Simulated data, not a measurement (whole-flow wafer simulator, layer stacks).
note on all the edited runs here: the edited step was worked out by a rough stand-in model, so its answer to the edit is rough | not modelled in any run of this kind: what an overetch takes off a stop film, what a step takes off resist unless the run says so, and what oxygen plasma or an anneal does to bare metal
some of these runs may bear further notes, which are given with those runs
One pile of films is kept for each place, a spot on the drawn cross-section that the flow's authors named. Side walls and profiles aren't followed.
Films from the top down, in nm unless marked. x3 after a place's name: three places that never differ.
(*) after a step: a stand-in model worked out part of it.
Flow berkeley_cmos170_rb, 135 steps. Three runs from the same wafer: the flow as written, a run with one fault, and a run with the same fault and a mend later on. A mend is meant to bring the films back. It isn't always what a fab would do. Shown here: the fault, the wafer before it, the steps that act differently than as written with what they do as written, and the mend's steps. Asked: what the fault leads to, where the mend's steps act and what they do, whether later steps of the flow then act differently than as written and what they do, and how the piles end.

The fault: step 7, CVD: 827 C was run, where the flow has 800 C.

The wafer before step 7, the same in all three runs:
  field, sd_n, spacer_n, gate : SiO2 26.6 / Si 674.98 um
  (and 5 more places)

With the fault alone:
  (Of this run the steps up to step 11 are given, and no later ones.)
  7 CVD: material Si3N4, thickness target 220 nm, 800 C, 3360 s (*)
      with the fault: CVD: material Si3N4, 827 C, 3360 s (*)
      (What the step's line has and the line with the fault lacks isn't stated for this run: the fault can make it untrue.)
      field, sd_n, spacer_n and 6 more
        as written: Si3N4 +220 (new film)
        with the fault: Si3N4 +303.2 (new film)
  No later step of the flow up to step 11 acts differently than as written at any place that is followed.
  After step 11 the piles differ from the flow's by more than 2% or 0.5 nm, whichever is larger, at field, sd_n, spacer_n and 6 more.
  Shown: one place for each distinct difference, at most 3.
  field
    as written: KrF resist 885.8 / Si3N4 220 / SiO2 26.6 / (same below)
    with the fault: KrF resist 885.8 / Si3N4 303.2 / SiO2 26.6 / (same below)
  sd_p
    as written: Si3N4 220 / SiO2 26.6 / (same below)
    with the fault: Si3N4 303.2 / SiO2 26.6 / (same below)

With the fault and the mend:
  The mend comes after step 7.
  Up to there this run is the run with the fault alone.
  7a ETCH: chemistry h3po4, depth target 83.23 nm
      field, sd_n, spacer_n and 6 more
        Si3N4 -83.2
  No later step of the flow acts differently than as written at any place that is followed.
  At the end the piles are the same as the flow's at every place that both follow.
